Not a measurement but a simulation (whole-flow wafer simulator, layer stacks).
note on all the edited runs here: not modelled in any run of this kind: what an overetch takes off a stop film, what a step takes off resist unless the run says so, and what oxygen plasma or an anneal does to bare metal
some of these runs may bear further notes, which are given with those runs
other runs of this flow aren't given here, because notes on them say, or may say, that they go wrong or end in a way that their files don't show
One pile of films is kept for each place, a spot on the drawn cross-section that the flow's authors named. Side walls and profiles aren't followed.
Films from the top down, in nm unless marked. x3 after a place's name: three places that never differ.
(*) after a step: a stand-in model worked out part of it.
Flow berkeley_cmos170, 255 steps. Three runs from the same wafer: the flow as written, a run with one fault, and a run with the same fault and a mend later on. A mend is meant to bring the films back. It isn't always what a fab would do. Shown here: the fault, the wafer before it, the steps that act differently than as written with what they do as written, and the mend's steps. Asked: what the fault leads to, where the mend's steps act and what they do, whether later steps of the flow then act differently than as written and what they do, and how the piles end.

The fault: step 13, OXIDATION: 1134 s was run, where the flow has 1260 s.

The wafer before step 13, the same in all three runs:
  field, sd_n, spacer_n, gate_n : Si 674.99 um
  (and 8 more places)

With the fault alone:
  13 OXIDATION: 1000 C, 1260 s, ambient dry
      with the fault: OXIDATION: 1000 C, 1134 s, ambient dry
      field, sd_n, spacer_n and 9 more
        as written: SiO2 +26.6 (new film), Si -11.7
        with the fault: SiO2 +25.1 (new film), Si -11
  Later steps of the flow that act differently than as written:
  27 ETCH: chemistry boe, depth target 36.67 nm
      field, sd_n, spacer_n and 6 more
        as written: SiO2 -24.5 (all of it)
        with the fault: SiO2 -23 (all of it)
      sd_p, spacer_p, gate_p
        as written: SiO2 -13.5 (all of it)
        with the fault: SiO2 -12 (all of it)
  At the end the piles differ from the flow's only slightly at the places that both follow, by at most 2% or 0.5 nm, whichever is larger.

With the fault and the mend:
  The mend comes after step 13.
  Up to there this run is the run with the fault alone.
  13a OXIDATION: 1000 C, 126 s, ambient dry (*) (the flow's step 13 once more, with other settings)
      field, sd_n, spacer_n and 9 more
        SiO2 +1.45, Si -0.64
  No later step of the flow acts differently than as written at any place that is followed.
  At the end the piles are the same as the flow's at every place that both follow.
